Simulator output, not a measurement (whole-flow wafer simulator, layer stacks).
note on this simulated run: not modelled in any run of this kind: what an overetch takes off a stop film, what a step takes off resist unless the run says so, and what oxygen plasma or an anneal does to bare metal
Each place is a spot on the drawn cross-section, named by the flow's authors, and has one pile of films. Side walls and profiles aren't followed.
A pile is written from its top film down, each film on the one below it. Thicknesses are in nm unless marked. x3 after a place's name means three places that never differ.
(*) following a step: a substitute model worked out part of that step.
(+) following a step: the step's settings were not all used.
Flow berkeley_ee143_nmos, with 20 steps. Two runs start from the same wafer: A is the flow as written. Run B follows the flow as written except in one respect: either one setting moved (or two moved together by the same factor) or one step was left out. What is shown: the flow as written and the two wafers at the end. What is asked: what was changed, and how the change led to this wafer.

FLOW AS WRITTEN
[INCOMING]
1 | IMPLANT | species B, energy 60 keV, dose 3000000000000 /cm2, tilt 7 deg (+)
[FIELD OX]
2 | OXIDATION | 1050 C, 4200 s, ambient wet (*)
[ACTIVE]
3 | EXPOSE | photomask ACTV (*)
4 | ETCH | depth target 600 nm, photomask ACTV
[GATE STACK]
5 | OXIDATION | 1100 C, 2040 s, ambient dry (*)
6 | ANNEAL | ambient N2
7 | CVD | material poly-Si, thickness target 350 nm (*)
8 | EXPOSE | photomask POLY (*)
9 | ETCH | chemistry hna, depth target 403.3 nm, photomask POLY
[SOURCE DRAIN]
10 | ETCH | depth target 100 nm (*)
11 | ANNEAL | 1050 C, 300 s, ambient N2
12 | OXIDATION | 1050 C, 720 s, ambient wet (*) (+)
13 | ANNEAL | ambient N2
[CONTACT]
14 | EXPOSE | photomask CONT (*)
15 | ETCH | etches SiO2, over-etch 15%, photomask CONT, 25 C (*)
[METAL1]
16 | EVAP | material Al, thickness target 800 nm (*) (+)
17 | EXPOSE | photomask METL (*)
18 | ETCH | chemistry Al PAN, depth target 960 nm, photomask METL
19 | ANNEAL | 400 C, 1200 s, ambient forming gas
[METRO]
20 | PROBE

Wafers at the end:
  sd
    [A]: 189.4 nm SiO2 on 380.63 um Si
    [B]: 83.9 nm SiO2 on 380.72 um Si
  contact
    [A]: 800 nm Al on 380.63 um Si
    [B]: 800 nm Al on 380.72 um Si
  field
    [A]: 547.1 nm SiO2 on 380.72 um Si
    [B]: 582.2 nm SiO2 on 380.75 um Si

What caused this: step 9, ETCH: depth target 348.1 nm was run, while the flow as written has depth target 403.3 nm.

How this came from the change, step by step:
  9 | ETCH | chemistry hna, depth target 403.3 nm, photomask POLY
      sd, contact, field: A poly-Si loses 350 (all of it) | B poly-Si loses 348.1
  10 | ETCH | depth target 100 nm (*)
      sd, contact: A SiO2 loses 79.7 (all of it) | B nothing
      field: A SiO2 loses 100 | B nothing
  12 | OXIDATION | 1050 C, 720 s, ambient wet (*) (+)
      sd, contact: A SiO2 gains 189.4 (new film), Si loses 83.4 | B poly-Si loses 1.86 (all of it), SiO2 gains 4.23
      field: A SiO2 gains 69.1, Si loses 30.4 | B poly-Si loses 1.86 (all of it), SiO2 gains 4.23
  15 | ETCH | etches SiO2, over-etch 15%, photomask CONT, 25 C (*)
      contact: A SiO2 loses 189.4 (all of it) | B SiO2 loses 83.9 (all of it)
